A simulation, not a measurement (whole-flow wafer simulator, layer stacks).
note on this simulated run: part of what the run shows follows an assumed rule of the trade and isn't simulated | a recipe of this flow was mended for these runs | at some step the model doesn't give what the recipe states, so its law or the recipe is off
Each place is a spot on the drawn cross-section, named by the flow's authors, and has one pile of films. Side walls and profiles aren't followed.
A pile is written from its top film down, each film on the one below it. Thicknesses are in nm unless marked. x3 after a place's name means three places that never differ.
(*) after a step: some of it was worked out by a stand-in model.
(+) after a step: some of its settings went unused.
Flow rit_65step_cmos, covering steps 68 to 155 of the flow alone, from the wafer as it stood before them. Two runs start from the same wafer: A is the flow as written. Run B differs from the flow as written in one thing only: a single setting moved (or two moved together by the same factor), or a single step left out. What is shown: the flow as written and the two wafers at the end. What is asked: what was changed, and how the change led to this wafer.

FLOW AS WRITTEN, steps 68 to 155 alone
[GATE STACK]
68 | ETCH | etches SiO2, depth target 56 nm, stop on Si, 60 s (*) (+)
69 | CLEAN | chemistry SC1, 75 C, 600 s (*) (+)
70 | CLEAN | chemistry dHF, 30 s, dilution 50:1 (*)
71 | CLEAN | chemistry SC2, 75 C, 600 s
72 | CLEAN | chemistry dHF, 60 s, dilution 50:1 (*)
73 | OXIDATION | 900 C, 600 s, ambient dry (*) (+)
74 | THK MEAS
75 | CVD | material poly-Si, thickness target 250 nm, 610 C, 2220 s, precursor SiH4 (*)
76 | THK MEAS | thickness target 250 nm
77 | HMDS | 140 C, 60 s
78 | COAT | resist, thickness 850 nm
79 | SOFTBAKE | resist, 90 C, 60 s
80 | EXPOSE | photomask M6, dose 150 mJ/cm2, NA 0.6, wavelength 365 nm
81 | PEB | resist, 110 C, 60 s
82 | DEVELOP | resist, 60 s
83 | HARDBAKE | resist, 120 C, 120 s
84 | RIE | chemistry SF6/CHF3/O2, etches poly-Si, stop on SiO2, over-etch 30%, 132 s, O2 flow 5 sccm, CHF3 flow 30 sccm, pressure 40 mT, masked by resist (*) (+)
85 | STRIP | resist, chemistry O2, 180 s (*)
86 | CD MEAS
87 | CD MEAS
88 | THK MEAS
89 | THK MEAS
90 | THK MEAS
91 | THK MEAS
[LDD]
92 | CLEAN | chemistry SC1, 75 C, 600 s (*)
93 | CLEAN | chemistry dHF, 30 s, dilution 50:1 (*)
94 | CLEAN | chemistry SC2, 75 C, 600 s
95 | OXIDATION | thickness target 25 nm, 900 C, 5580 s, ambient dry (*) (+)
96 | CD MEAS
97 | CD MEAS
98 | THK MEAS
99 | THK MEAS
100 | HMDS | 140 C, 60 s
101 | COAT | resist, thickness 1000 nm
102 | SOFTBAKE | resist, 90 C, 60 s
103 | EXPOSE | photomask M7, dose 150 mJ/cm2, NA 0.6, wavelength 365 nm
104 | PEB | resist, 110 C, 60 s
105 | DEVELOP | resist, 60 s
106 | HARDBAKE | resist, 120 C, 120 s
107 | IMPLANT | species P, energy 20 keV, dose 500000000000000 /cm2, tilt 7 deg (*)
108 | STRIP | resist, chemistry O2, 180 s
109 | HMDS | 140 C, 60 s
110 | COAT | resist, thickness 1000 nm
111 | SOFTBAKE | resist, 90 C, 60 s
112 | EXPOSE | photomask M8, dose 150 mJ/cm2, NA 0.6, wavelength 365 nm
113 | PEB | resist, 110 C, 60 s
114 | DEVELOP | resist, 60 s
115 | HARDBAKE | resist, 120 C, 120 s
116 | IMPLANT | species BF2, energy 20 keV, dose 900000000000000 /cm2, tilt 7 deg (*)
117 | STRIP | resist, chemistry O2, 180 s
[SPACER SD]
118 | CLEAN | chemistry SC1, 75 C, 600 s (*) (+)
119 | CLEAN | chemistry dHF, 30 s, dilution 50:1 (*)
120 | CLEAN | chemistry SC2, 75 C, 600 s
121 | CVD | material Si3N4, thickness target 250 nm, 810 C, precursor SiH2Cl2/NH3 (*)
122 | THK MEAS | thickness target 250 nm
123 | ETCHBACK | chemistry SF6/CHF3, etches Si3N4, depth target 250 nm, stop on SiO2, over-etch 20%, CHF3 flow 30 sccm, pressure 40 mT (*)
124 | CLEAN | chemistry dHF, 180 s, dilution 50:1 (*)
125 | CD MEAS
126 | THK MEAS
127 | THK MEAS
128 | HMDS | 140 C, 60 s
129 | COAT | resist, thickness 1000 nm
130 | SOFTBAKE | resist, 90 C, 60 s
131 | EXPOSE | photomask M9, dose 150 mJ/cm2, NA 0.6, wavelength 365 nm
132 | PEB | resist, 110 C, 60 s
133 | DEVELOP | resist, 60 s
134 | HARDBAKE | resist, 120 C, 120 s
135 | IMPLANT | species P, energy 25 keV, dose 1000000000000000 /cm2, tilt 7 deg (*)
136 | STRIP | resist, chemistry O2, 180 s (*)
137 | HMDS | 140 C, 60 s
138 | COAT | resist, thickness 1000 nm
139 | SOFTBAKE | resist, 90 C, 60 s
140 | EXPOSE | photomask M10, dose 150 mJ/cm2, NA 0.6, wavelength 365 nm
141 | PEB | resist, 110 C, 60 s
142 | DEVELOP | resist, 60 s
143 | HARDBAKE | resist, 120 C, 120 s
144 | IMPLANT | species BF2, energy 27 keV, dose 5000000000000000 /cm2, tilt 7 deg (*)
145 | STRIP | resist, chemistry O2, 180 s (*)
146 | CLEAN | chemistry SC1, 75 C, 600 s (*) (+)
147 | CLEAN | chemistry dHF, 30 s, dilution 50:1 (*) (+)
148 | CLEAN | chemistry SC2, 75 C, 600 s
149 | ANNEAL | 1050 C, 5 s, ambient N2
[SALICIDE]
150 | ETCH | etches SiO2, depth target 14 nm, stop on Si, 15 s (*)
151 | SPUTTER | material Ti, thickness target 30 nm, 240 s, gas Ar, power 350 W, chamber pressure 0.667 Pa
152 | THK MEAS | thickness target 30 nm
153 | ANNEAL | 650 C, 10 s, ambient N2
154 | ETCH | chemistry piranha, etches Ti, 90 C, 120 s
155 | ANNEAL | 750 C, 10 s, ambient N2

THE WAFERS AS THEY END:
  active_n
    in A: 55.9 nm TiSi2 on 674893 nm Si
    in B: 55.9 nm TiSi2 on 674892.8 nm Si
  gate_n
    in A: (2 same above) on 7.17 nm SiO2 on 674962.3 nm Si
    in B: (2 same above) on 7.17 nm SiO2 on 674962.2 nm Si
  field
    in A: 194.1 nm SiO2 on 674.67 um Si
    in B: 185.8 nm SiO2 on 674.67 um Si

Cause: step 68, ETCH: depth target 64 nm was run, whereas the flow has depth target 56 nm; step 68, ETCH: 69 s was run, where the flow has 60 s.

Step by step, how the change led to this:
  68 | ETCH | etches SiO2, depth target 56 nm, stop on Si, 60 s (*) (+)
      field, field_pw, field_nw, field_p: A -56 SiO2 | B -64.4 SiO2
